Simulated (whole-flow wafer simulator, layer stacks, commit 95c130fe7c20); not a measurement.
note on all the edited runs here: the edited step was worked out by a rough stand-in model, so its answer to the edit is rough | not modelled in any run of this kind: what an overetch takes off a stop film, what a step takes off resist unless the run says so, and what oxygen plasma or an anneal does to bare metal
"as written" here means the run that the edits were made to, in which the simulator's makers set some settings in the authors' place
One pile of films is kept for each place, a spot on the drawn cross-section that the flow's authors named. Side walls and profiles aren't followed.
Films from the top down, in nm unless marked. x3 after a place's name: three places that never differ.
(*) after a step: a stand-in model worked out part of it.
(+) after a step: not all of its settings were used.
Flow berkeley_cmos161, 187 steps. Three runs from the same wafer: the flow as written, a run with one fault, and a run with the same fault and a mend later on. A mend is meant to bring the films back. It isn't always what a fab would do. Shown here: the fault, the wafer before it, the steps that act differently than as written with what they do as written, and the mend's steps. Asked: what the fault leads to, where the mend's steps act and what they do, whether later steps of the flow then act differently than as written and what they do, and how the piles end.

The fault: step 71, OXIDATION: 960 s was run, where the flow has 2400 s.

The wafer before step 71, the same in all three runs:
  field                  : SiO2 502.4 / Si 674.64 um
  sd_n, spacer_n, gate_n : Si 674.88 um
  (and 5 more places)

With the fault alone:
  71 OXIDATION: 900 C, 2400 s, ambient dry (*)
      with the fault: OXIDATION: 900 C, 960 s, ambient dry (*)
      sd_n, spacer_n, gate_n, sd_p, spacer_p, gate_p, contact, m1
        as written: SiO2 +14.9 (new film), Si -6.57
        with the fault: SiO2 +8.44 (new film), Si -3.71
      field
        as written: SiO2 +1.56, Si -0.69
        with the fault: SiO2 +0.62, Si -0.27
  Later steps of the flow that act differently than as written (47 more steps differ only slightly, by at most 2% or 0.5 nm, whichever is larger, and aren't shown):
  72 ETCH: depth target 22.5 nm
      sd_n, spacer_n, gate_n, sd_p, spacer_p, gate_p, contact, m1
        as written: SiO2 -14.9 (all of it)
        with the fault: SiO2 -8.44 (all of it)
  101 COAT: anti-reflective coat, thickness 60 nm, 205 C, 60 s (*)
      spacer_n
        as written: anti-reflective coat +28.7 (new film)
        with the fault: anti-reflective coat +29.3 (new film)
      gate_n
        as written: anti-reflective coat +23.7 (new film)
        with the fault: anti-reflective coat +24.3 (new film)
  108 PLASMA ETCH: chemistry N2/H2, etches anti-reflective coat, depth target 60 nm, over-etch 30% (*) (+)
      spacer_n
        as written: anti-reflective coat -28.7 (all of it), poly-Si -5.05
        with the fault: anti-reflective coat -29.3 (all of it), poly-Si -4.95
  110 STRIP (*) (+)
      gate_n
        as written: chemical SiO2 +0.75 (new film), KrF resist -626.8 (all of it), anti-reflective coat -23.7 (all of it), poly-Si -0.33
        with the fault: chemical SiO2 +0.75 (new film), KrF resist -624.7 (all of it), anti-reflective coat -24.3 (all of it), poly-Si -0.33
  At the end the piles differ from the flow's only slightly at the places that both follow, by at most 2% or 0.5 nm, whichever is larger.

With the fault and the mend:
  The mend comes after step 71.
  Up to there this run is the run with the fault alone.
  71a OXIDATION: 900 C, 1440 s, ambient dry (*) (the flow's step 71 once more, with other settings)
      sd_n, spacer_n, gate_n, sd_p, spacer_p, gate_p, contact, m1
        SiO2 +6.5, Si -2.86
      field
        SiO2 +0.93, Si -0.41
  No later step of the flow acts differently than as written at any place that is followed.
  At the end the piles are the same as the flow's at every place that both follow.
